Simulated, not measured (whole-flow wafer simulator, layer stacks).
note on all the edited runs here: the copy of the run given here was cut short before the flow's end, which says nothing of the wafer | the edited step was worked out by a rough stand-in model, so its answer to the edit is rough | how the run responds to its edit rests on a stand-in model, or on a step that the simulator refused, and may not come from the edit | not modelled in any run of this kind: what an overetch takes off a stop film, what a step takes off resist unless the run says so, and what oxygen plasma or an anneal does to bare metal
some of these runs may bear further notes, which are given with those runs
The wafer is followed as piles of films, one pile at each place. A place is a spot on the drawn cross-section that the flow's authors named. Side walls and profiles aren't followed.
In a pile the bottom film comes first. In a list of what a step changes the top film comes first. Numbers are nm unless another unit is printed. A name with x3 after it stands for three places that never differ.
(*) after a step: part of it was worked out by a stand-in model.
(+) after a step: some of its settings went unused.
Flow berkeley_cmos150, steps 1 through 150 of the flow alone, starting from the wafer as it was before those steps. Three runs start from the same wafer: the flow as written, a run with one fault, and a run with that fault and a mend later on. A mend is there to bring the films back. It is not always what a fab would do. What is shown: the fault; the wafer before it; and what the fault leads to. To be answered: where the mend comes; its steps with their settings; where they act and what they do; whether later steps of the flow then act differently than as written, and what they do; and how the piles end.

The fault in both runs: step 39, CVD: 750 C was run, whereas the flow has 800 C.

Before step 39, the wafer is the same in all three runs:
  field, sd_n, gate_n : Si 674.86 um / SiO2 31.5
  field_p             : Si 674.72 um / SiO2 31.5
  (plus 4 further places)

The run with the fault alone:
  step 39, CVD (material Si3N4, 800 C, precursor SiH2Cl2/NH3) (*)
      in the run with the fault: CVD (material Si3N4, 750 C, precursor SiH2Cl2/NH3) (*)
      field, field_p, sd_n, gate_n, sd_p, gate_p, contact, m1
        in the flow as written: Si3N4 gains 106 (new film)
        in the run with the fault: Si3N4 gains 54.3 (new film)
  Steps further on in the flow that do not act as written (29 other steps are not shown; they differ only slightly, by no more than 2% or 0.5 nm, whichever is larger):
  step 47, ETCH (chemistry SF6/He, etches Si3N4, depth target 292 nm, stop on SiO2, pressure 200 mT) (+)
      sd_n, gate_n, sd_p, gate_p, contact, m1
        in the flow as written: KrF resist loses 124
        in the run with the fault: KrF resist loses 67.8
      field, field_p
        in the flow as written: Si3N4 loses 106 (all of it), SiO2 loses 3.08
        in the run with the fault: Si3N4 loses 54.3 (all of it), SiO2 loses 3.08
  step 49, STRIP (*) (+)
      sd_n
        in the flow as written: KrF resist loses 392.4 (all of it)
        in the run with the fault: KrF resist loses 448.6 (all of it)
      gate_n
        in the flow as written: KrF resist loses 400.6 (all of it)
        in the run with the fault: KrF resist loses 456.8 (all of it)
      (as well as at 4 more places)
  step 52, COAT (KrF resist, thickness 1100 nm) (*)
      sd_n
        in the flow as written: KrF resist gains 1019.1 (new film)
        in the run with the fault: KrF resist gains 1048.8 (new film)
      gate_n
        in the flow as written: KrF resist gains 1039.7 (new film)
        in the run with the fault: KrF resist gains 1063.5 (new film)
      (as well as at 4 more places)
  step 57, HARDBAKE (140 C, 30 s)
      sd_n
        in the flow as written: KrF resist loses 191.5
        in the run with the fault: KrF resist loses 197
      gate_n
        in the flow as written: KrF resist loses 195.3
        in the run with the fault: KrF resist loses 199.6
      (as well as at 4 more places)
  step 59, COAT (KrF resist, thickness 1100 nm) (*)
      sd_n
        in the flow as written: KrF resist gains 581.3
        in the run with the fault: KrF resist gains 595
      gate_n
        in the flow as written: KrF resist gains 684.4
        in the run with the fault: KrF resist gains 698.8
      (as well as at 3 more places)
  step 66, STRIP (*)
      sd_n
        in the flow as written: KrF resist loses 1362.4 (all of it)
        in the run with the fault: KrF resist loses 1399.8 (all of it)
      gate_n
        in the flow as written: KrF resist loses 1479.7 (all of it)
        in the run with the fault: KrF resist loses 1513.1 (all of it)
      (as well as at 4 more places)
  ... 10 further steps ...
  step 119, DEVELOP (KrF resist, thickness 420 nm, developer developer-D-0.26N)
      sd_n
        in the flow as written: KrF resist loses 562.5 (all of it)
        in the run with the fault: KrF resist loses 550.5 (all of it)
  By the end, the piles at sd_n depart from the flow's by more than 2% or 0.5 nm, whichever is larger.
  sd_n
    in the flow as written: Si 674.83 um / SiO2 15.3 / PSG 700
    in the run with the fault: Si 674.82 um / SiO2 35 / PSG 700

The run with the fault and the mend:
  The mend stands after step 46.
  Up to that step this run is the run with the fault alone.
  step 46a, STRIP (*) (+)
      sd_n
        KrF resist loses 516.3 (all of it)
      gate_n
        KrF resist loses 524.6 (all of it)
      sd_p
        KrF resist loses 566.8 (all of it)
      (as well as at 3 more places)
  step 46b, CLEAN (chemistry SPM)
      alters no film at any place that is followed
  step 46c, CVD (material Si3N4, 800 C, precursor SiH2Cl2/NH3) (*) (the flow's step 39 again, with other settings that aren't printed)
      field, field_p, sd_n, gate_n, sd_p, gate_p, contact, m1
        Si3N4 gains 51.7
  step 46d, HMDS (the flow's step 40 again)
      alters no film at any place that is followed
  step 46e, COAT (KrF resist, thickness 650 nm) (*) (the flow's step 41 again)
      field
        KrF resist gains 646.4 (new film)
      field_p
        KrF resist gains 715.2 (new film)
      sd_n
        KrF resist gains 633.7 (new film)
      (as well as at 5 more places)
  step 46f, SOFTBAKE (KrF resist) (the flow's step 42 again)
      alters no film at any place that is followed
  step 46g, EXPOSE (photomask ACTIVE, dose 19.46 mJ/cm2, NA 0.5, wavelength 248 nm) (*) (the flow's step 43 again)
      alters no film at any place that is followed
  step 46h, PEB (KrF resist, 130 C, 60 s) (the flow's step 44 again)
      gate_n, contact, m1
        KrF resist loses 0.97
      field
        KrF resist loses 0.98
      field_p
        KrF resist loses 1.1
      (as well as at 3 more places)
  step 46i, DEVELOP (KrF resist, thickness 650 nm, developer developer-D-0.26N) (the flow's step 45 again)
      sd_n, gate_n, sd_p, gate_p, contact, m1
        KrF resist loses 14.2
      field
        KrF resist loses 645.4 (all of it)
      field_p
        KrF resist loses 714.1 (all of it)
  step 46j, HARDBAKE (140 C, 30 s) (the flow's step 46 again)
      sd_n
        KrF resist loses 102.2
      gate_n
        KrF resist loses 103.8
      sd_p
        KrF resist loses 112.2
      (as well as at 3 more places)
  Later steps of the flow that are run all act as written at every place that is followed.
  The piles end the same as the flow's at every place that both follow.
